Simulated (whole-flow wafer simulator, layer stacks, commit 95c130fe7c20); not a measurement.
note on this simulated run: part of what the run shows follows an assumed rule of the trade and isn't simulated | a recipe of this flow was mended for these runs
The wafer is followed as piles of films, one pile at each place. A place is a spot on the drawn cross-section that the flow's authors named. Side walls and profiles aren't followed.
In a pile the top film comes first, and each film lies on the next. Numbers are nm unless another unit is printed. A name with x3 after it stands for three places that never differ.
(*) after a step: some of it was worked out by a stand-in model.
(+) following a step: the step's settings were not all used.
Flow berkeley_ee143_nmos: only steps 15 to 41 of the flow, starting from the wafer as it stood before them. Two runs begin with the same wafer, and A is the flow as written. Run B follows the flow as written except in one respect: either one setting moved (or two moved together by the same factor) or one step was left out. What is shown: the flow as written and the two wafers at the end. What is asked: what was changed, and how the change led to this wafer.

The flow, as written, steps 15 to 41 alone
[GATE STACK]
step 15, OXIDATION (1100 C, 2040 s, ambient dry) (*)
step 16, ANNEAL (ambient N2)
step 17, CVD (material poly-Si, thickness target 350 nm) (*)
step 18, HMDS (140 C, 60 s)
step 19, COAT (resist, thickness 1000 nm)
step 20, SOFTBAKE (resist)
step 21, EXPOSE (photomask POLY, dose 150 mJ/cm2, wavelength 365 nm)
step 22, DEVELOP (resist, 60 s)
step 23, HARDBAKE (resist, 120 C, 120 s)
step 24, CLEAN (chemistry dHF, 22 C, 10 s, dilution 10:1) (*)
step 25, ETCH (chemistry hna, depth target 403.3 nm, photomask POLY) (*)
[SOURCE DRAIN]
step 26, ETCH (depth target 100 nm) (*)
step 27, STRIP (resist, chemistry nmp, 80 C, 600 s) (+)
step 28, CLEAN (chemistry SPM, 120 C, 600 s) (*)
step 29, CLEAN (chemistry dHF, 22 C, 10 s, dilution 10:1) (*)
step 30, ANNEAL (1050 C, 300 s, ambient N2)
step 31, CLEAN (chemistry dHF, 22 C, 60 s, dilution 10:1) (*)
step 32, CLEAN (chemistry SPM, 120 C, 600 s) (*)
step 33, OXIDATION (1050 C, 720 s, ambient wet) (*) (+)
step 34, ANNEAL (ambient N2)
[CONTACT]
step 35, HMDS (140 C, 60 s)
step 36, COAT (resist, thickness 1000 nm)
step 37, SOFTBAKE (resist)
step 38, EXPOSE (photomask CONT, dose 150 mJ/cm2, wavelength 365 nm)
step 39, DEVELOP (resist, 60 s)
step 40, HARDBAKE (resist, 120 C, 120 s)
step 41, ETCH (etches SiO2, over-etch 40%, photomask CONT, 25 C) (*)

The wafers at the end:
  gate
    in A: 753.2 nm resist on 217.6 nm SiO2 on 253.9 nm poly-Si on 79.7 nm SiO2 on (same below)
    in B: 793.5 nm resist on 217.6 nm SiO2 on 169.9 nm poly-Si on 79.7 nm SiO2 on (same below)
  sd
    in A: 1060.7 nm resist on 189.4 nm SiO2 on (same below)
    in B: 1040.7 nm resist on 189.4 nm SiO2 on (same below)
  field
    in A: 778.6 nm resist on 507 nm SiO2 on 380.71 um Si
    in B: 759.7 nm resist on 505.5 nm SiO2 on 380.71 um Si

Cause: step 17, CVD: thickness target 266 nm was run, whereas the flow has thickness target 350 nm.

The path from the change to this, step by step:
  step 17, CVD (material poly-Si, thickness target 350 nm) (*)
      gate, sd, contact, field: A +350 poly-Si (new film) | B +266 poly-Si (new film)
  step 25, ETCH (chemistry hna, depth target 403.3 nm, photomask POLY) (*)
      sd, contact, field: A -350 poly-Si (all of it), -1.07 SiO2 | B -266 poly-Si (all of it), -2.75 SiO2
  step 26, ETCH (depth target 100 nm) (*)
      sd, contact: A -78.6 SiO2 (all of it) | B -76.9 SiO2 (all of it)
  step 36, COAT (resist, thickness 1000 nm)
      gate: A +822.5 resist (new film) | B +866.8 resist (new film)
      field: A +850.4 resist (new film) | B +829.7 resist (new film)
  step 40, HARDBAKE (resist, 120 C, 120 s)
      gate: A -69 resist | B -72.9 resist
      sd: A -99.3 resist | B -97.3 resist
      (also at 1 further place)
